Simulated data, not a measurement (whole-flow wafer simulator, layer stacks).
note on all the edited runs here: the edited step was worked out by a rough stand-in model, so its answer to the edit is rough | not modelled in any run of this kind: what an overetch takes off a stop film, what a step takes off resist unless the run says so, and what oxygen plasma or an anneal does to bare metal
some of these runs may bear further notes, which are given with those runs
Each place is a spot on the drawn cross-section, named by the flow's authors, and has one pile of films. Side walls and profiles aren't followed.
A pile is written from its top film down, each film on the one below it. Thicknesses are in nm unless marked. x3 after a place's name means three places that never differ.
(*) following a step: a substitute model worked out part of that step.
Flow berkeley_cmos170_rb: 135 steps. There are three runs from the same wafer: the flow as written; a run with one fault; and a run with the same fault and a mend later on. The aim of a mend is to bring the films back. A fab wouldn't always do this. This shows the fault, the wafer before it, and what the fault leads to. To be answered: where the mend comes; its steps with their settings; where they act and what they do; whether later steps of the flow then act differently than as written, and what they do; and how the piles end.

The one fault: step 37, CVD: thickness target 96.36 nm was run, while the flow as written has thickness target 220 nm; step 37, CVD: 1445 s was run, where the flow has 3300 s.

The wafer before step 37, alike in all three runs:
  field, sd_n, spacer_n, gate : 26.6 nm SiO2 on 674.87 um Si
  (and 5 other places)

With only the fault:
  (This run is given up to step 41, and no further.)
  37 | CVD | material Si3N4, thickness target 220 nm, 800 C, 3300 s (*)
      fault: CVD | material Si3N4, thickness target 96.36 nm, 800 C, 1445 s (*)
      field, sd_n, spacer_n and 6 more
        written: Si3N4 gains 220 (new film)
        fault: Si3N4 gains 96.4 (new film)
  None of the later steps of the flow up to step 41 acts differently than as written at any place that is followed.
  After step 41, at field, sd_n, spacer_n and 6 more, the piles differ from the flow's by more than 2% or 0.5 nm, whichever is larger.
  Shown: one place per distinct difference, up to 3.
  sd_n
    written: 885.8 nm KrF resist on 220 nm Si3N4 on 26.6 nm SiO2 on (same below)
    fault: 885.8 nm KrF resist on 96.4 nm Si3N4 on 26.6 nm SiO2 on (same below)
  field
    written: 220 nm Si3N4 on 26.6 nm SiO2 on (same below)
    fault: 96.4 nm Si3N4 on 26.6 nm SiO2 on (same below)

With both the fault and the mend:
  After step 37 comes the mend.
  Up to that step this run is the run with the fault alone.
  37a | ETCH | chemistry h3po4, depth target 110.5 nm (a further turn of the flow's step 30, with different settings)
      field, sd_n, spacer_n and 6 more
        Si3N4 loses 96.4 (all of it)
  37b | CLEAN (*)
      leaves every film unchanged at each place that is followed
  37c | CVD | material Si3N4, thickness target 220 nm, 800 C, 3300 s (*) (a further turn of the flow's step 37)
      field, sd_n, spacer_n and 6 more
        Si3N4 gains 220 (new film)
  None of the later steps of the flow acts differently than as written at any place that is followed.
  By the end, the piles equal the flow's at every place that both follow.
